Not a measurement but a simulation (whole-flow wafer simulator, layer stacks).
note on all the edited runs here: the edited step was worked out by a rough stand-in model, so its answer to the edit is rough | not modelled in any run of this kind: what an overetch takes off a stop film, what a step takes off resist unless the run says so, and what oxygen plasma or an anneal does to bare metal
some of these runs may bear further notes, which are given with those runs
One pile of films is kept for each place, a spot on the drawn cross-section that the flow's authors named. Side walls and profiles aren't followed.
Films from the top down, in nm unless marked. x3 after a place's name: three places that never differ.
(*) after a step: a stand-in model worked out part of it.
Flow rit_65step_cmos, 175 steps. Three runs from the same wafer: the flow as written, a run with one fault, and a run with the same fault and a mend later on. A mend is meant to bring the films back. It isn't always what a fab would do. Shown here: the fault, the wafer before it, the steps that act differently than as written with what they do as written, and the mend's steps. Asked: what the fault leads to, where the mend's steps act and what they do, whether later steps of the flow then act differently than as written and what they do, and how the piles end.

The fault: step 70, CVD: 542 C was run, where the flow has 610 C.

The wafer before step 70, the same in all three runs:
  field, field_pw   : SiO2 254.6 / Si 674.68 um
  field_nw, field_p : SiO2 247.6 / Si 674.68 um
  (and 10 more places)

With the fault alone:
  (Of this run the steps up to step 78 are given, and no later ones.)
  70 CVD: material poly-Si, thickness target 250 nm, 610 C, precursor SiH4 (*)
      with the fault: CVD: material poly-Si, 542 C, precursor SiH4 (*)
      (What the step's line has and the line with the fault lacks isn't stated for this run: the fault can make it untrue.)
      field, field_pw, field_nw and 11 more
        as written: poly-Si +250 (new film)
        with the fault: poly-Si +52.4 (new film)
  No later step of the flow up to step 78 acts differently than as written, at any place that is followed, by more than 2% or 0.5 nm, whichever is larger.
  After step 78 the piles differ from the flow's by more than 2% or 0.5 nm, whichever is larger, at field, field_pw, field_nw and 11 more.
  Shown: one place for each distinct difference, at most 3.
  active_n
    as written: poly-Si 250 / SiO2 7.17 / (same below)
    with the fault: poly-Si 52.4 / SiO2 7.17 / (same below)
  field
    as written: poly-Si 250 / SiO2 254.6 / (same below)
    with the fault: poly-Si 52.4 / SiO2 254.6 / (same below)
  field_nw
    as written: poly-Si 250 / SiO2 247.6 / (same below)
    with the fault: poly-Si 52.4 / SiO2 247.6 / (same below)

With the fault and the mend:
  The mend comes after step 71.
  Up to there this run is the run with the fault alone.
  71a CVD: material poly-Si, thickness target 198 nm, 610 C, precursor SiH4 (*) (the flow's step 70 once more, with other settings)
      field, field_pw, field_nw and 11 more
        poly-Si +198
  No later step of the flow acts differently than as written, at any place that is followed, by more than 2% or 0.5 nm, whichever is larger.
  At the end the piles differ from the flow's only slightly at the places that both follow, by at most 2% or 0.5 nm, whichever is larger.
